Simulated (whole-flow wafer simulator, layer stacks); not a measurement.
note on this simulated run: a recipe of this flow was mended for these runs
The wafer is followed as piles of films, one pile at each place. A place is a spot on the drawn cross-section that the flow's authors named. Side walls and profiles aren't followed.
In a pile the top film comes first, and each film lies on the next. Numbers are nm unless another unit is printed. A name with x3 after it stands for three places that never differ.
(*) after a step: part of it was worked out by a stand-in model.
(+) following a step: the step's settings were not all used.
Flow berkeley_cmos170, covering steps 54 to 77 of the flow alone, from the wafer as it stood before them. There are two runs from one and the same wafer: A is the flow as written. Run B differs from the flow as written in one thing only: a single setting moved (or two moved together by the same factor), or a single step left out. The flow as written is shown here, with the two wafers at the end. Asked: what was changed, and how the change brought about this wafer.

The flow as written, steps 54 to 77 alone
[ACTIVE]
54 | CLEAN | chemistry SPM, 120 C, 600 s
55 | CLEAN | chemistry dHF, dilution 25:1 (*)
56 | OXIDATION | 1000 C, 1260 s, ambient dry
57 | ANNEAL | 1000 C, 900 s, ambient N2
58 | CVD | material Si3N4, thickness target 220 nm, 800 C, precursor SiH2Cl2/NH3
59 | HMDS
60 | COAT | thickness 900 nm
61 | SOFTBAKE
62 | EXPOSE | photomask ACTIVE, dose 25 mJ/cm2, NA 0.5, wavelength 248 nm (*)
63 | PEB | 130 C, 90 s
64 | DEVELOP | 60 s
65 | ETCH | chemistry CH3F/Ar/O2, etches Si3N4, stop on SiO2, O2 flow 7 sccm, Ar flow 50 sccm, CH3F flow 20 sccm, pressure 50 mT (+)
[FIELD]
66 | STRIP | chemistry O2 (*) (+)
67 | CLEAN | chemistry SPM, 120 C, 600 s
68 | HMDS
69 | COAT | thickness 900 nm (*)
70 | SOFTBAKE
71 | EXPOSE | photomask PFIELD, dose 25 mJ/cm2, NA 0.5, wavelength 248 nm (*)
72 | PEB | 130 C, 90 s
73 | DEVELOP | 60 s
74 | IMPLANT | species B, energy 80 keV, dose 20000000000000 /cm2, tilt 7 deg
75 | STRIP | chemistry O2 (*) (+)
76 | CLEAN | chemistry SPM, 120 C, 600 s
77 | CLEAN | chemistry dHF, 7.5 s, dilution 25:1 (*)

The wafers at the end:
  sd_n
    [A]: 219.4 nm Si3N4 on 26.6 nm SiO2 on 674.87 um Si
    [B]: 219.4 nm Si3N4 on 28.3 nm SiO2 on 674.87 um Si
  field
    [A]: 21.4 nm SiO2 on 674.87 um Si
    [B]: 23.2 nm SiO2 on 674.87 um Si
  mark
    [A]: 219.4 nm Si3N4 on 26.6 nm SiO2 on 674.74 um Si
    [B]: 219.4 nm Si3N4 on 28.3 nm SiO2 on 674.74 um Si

The reason: step 56, OXIDATION: 1418 s was run, whereas the flow has 1260 s.

How this came from the change, step by step:
  56 | OXIDATION | 1000 C, 1260 s, ambient dry
      field, mark, sd_n and 10 more: A SiO2 gains 26.6 (new film), Si loses 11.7 | B SiO2 gains 28.3 (new film), Si loses 12.4
